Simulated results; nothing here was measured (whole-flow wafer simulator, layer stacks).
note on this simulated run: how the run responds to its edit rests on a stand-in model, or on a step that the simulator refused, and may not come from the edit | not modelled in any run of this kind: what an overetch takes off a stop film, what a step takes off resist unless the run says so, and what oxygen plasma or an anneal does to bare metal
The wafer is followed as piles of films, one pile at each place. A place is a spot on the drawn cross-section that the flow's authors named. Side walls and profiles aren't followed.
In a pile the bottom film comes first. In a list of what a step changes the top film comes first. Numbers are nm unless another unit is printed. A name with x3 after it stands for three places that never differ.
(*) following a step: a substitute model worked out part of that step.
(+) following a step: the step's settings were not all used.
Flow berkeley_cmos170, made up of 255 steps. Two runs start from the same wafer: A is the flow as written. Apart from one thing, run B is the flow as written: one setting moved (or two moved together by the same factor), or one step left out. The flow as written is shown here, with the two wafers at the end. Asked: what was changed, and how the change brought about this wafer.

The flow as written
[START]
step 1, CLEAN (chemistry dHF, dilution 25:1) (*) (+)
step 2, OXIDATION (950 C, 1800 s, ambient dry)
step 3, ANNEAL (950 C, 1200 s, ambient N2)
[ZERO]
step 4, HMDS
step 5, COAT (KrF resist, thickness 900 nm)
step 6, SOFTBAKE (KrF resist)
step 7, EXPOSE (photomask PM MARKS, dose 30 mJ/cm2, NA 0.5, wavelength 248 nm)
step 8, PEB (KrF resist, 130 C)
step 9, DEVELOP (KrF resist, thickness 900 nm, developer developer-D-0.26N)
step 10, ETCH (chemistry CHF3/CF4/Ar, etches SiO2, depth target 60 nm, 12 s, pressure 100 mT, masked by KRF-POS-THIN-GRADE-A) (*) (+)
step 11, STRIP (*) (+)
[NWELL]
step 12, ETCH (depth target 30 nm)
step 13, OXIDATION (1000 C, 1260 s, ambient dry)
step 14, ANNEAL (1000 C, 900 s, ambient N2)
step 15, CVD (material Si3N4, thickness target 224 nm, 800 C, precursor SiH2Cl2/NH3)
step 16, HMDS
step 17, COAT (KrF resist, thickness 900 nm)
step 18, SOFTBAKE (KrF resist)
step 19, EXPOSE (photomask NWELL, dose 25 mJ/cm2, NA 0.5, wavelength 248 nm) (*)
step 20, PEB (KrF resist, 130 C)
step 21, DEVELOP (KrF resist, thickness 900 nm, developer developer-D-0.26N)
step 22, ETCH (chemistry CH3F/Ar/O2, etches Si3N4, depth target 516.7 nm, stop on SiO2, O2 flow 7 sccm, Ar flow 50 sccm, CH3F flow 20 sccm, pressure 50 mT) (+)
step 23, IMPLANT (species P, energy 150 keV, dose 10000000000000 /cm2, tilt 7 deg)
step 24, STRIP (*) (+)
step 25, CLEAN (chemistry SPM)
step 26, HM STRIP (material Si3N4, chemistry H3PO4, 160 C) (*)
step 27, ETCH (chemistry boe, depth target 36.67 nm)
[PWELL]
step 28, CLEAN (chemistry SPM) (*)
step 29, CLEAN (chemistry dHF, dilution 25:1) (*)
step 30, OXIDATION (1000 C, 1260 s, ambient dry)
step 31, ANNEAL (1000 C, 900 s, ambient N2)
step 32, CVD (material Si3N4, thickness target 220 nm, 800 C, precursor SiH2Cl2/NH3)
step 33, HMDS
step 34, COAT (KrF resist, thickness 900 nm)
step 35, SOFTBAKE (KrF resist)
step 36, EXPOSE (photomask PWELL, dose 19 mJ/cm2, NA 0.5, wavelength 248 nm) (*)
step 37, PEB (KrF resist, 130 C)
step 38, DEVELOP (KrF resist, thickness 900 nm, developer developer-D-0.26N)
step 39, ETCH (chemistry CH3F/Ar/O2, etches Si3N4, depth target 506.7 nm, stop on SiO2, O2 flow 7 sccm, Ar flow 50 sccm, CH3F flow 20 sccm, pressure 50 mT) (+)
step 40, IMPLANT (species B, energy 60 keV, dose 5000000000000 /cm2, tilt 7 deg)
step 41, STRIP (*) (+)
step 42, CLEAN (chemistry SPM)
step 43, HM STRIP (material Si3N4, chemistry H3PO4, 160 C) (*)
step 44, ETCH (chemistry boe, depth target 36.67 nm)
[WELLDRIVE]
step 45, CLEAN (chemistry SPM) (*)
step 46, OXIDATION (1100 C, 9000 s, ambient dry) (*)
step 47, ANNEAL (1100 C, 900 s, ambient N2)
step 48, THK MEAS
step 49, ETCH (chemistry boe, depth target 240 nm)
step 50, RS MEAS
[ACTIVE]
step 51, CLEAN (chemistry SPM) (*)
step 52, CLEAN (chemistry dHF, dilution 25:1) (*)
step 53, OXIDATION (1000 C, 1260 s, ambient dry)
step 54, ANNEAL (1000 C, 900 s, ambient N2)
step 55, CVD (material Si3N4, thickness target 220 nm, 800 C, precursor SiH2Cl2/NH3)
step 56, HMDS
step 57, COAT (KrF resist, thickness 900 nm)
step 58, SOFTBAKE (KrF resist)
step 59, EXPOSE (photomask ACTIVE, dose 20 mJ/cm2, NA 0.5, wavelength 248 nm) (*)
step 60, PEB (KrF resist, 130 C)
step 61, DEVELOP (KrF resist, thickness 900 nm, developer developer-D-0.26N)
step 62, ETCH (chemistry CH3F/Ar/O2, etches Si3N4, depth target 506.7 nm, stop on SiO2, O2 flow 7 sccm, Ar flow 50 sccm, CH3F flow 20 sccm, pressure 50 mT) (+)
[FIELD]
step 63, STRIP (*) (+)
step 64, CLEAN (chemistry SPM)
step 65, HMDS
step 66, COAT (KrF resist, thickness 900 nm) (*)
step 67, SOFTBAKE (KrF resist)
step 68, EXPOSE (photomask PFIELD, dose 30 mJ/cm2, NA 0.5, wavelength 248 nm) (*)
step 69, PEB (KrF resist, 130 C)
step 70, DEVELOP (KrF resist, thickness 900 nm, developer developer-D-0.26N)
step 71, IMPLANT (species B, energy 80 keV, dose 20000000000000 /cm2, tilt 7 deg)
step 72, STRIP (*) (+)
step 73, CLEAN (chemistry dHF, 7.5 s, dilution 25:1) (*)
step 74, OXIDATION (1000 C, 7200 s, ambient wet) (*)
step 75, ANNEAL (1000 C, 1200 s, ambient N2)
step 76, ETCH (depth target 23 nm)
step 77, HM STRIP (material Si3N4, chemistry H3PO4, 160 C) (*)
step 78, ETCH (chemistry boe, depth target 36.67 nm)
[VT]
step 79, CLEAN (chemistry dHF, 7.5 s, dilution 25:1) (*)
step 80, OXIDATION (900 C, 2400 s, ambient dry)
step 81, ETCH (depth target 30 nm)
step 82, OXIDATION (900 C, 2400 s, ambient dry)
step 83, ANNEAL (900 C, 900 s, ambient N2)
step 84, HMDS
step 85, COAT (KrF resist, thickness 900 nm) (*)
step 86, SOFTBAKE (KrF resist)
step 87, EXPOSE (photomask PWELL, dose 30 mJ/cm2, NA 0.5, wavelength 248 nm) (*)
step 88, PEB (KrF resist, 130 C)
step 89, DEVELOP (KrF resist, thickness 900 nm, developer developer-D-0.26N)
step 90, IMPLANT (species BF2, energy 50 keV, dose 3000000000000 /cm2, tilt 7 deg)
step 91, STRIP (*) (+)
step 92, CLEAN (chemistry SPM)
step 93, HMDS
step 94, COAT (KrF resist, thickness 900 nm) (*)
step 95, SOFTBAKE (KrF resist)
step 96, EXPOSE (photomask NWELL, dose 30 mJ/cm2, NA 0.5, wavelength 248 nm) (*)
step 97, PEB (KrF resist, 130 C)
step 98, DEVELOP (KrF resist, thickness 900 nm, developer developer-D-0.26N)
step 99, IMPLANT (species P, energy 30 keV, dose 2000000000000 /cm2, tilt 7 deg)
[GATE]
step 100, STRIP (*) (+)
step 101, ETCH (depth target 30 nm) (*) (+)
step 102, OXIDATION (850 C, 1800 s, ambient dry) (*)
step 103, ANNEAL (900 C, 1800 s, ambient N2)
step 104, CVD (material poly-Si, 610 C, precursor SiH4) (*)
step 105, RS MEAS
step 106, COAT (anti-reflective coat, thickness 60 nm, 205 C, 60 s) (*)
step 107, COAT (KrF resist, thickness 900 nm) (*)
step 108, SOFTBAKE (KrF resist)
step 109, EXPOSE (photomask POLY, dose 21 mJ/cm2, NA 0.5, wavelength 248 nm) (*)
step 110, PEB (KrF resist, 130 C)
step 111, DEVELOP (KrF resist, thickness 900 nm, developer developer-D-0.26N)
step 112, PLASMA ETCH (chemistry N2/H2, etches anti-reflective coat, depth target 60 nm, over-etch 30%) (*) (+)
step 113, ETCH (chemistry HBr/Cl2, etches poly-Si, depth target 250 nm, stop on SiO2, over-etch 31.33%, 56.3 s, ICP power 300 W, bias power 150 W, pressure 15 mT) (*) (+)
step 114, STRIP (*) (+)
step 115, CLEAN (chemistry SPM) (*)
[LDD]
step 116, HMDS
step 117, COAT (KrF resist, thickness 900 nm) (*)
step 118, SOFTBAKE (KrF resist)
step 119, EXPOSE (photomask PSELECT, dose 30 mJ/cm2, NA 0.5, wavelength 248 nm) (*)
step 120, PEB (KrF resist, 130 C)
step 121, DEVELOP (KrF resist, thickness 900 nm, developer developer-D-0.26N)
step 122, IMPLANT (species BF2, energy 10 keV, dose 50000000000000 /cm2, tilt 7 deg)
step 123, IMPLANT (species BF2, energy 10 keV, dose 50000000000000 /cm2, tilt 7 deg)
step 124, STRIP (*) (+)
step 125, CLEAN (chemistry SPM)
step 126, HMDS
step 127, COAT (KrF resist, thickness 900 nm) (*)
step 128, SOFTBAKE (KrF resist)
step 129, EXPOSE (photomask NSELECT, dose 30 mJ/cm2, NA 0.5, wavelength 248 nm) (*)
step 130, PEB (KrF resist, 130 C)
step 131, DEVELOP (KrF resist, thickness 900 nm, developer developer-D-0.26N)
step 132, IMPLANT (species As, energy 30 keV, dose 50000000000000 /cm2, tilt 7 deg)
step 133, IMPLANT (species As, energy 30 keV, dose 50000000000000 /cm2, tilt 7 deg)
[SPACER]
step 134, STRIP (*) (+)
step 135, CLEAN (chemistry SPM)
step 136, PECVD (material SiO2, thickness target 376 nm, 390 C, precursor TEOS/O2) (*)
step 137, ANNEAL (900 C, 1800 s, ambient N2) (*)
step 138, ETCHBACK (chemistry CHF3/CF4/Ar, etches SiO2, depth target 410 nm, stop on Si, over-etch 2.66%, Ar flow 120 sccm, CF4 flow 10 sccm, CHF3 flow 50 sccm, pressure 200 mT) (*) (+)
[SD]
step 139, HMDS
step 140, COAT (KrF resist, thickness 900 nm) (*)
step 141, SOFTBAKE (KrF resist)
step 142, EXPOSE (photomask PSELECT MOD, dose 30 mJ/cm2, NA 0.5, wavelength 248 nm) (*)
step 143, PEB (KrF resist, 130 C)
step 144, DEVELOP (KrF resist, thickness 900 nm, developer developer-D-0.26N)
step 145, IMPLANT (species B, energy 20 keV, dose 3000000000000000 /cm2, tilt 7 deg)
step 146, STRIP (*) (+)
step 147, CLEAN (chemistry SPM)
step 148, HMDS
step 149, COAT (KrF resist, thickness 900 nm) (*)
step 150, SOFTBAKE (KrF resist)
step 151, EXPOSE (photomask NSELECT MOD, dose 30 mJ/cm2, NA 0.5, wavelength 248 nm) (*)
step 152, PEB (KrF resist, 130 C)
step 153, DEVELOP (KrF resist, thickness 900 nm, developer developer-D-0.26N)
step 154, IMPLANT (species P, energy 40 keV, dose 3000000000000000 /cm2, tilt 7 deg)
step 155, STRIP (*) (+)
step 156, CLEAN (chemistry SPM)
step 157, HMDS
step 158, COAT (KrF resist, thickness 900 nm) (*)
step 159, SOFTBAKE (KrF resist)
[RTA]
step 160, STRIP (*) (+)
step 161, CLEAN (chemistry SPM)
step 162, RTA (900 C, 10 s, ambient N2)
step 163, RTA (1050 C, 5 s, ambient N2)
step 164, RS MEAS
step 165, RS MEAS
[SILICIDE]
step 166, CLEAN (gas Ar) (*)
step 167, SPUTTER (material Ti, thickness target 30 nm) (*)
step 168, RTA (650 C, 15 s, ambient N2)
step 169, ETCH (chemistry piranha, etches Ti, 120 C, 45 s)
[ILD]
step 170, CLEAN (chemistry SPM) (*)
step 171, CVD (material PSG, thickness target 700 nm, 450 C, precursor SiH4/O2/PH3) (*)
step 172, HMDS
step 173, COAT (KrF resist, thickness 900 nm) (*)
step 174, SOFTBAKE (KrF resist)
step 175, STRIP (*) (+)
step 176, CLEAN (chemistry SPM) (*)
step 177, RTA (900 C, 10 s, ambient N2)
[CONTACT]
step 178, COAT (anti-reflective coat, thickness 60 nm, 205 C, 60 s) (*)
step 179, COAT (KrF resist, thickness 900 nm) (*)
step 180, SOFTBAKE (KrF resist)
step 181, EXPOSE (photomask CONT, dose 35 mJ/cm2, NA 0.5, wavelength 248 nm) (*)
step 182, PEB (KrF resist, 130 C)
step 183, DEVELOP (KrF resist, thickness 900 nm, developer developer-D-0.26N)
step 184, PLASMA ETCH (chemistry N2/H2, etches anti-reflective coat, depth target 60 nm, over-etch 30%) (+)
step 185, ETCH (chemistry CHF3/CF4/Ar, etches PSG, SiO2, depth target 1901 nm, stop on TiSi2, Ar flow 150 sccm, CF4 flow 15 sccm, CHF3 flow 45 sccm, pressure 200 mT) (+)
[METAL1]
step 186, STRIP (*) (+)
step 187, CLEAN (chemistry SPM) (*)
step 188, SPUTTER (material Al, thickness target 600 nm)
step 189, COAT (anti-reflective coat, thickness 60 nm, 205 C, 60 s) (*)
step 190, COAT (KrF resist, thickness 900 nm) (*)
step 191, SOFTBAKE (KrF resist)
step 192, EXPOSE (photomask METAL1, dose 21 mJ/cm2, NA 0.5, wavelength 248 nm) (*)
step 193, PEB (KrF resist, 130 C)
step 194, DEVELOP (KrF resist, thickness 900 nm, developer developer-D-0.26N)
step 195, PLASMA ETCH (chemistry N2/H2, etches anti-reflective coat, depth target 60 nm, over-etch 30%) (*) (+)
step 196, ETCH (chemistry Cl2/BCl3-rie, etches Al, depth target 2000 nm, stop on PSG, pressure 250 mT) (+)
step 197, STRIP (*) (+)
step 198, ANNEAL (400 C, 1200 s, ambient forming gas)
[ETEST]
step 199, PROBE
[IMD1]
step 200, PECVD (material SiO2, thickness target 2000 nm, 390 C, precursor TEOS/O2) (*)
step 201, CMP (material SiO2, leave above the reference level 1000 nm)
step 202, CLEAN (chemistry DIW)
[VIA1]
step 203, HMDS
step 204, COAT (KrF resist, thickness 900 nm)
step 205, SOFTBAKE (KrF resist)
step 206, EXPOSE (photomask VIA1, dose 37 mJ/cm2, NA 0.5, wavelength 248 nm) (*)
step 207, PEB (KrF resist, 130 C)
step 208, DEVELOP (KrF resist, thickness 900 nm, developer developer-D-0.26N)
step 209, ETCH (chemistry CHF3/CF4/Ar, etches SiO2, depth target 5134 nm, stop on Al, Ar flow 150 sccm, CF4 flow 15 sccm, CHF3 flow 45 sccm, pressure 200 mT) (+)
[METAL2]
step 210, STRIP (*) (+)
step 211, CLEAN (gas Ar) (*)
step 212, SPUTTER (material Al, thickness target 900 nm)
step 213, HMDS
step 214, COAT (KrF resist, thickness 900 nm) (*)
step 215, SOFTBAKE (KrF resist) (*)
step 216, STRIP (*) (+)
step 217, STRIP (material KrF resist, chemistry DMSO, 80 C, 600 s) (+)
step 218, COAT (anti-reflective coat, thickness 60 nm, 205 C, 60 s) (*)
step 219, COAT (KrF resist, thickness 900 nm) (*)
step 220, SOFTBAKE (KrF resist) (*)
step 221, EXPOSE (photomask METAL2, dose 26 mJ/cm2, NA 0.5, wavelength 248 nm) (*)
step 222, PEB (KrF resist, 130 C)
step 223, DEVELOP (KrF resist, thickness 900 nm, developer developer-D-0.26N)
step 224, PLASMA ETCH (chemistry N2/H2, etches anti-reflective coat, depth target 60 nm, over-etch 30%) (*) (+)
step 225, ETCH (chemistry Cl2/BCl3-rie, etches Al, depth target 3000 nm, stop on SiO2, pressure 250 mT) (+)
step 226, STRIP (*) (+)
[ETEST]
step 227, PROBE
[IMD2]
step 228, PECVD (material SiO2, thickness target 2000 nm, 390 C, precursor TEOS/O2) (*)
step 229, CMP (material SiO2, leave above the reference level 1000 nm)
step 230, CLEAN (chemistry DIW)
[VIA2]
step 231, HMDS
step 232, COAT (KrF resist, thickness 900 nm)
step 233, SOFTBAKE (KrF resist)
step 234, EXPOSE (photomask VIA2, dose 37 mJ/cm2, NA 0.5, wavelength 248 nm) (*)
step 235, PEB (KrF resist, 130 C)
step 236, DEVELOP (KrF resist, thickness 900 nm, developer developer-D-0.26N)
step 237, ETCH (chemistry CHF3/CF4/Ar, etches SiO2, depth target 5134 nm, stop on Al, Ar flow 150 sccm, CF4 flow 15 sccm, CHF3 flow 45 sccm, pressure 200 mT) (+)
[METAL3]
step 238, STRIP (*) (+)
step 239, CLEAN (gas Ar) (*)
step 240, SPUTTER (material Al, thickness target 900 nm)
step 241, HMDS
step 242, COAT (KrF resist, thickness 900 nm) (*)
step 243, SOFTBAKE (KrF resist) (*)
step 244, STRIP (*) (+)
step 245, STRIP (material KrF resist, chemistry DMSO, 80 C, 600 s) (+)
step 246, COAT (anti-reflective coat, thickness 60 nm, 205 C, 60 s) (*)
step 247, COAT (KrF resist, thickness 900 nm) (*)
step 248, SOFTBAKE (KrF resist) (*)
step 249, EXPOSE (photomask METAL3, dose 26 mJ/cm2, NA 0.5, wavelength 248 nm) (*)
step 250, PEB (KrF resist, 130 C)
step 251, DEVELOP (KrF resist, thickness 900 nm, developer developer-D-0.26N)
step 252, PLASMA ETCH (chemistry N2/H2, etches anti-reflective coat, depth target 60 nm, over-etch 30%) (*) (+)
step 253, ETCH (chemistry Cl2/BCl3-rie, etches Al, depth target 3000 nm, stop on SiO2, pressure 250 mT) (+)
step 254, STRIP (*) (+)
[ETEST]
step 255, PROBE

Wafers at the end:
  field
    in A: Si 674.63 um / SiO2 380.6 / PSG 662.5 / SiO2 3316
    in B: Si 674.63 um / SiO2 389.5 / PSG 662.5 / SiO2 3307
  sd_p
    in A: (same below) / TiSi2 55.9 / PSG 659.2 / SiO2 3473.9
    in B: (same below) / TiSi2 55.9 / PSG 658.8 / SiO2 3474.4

The reason: step 81, ETCH: depth target 21 nm was run, whereas the flow has depth target 30 nm.

Step by step, how the change led to this:
  step 81, ETCH (depth target 30 nm)
      field: A SiO2 loses 30 | B SiO2 loses 21
  step 106, COAT (anti-reflective coat, thickness 60 nm, 205 C, 60 s) (*)
      field: A anti-reflective coat gains 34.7 (new film) | B anti-reflective coat gains 35.7 (new film)
      sd_n: A anti-reflective coat gains 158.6 (new film) | B anti-reflective coat gains 169.9 (new film)
      (also at 5 further places)
  step 112, PLASMA ETCH (chemistry N2/H2, etches anti-reflective coat, depth target 60 nm, over-etch 30%) (*) (+)
      field: A anti-reflective coat loses 34.7 (all of it), poly-Si loses 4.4 | B anti-reflective coat loses 35.7 (all of it), poly-Si loses 4.75
      sd_n: A anti-reflective coat loses 158.6 (all of it), poly-Si loses 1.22 | B anti-reflective coat loses 169.9 (all of it), poly-Si loses 1.31
      (also at 3 further places)
  step 114, STRIP (*) (+)
      gate_n: A chemical SiO2 gains 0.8 (new film), KrF resist loses 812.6 (all of it), anti-reflective coat loses 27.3 (all of it), poly-Si loses 0.35 | B chemical SiO2 gains 0.8 (new film), KrF resist loses 822.3 (all of it), anti-reflective coat loses 24.9 (all of it), poly-Si loses 0.35
      gate_p: A chemical SiO2 gains 0.8 (new film), KrF resist loses 782.1 (all of it), anti-reflective coat loses 29.6 (all of it), poly-Si loses 0.35 | B chemical SiO2 gains 0.8 (new film), KrF resist loses 787.1 (all of it), anti-reflective coat loses 28.4 (all of it), poly-Si loses 0.35
  step 178, COAT (anti-reflective coat, thickness 60 nm, 205 C, 60 s) (*)
      sd_n: A anti-reflective coat gains 135.1 (new film) | B anti-reflective coat gains 140.4 (new film)
      m2: A anti-reflective coat gains 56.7 (new film) | B anti-reflective coat gains 55.5 (new film)
  step 186, STRIP (*) (+)
      sd_n: A KrF resist loses 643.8 (all of it), anti-reflective coat loses 135.1 (all of it) | B KrF resist loses 643.3 (all of it), anti-reflective coat loses 140.4 (all of it)
      m2: A KrF resist loses 689 (all of it), anti-reflective coat loses 56.7 (all of it) | B KrF resist loses 692.4 (all of it), anti-reflective coat loses 55.5 (all of it)
  step 189, COAT (anti-reflective coat, thickness 60 nm, 205 C, 60 s) (*)
      m2: A anti-reflective coat gains 61.1 (new film) | B anti-reflective coat gains 59.8 (new film)
  step 197, STRIP (*) (+)
      m2: A KrF resist loses 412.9 (all of it), anti-reflective coat loses 61.1 (all of it) | B KrF resist loses 415.6 (all of it), anti-reflective coat loses 59.8 (all of it)
